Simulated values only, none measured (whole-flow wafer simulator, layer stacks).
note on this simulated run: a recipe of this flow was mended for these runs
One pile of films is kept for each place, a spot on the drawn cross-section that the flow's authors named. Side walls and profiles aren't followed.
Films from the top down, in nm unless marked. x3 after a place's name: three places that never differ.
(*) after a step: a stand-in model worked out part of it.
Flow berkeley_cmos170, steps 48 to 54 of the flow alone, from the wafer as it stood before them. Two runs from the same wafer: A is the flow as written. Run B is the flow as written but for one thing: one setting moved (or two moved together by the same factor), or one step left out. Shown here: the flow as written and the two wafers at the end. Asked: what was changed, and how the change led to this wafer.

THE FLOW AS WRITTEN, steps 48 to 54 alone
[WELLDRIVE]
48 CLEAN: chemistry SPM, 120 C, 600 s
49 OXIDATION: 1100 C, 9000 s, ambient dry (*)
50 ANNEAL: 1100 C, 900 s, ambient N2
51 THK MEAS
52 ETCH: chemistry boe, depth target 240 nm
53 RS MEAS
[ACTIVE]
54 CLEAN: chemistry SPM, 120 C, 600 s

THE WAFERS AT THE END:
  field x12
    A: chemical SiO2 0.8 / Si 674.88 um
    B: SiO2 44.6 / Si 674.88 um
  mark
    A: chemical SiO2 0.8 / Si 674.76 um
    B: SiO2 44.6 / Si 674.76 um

The cause: step 52, ETCH: depth target 153 nm was run, where the flow has depth target 240 nm.

How the change led to this, step by step:
  52 ETCH: chemistry boe, depth target 240 nm
      field x12, mark: A SiO2 -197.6 (all of it) | B SiO2 -153
  54 CLEAN: chemistry SPM, 120 C, 600 s
      field x12, mark: A chemical SiO2 +0.8 (new film), Si -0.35 | B nothing
